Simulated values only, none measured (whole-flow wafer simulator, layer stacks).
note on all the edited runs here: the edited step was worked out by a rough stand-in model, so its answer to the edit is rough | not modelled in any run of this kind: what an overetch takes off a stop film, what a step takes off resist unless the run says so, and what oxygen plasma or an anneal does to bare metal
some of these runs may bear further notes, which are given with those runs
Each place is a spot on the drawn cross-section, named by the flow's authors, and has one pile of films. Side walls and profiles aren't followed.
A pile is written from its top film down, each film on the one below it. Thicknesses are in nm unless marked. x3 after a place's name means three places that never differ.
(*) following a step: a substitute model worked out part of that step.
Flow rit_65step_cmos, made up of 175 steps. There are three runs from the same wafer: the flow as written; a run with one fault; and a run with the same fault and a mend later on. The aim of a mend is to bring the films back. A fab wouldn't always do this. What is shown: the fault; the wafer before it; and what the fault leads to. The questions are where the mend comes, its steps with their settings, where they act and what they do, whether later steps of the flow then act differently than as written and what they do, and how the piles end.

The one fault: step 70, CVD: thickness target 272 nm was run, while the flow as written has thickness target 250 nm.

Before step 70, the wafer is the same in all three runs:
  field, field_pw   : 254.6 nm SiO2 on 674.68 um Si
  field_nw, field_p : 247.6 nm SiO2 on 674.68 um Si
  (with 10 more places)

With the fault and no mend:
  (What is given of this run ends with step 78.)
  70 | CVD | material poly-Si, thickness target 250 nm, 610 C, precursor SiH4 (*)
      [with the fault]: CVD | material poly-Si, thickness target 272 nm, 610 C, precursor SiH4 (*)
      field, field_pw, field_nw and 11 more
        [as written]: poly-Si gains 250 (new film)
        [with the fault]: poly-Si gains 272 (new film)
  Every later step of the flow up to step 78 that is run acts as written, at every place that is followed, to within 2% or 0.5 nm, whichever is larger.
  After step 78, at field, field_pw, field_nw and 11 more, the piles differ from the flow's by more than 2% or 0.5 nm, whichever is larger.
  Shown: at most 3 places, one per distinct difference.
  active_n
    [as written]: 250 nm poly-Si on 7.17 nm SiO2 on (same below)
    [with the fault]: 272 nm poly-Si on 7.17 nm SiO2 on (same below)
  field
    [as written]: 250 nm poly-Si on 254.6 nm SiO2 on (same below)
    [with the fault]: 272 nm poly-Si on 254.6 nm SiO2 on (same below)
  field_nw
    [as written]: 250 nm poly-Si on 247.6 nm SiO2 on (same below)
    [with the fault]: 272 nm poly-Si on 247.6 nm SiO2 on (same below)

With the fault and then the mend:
  After step 71 comes the mend.
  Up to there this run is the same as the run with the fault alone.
  71a | ETCH | chemistry tmah, depth target 312.8 nm
      field, field_pw, field_nw and 11 more
        poly-Si loses 272 (all of it)
  71b | CLEAN | chemistry SC2, 75 C, 600 s (a further turn of the flow's step 66)
      does not change any film at any place that is followed
  71c | CVD | material poly-Si, thickness target 250 nm, 610 C, precursor SiH4 (*) (a further turn of the flow's step 70)
      field, field_pw, field_nw and 11 more
        poly-Si gains 250 (new film)
  Every later step of the flow that is run acts as written at every place that is followed.
  The piles end the same as the flow's at every place that both follow.
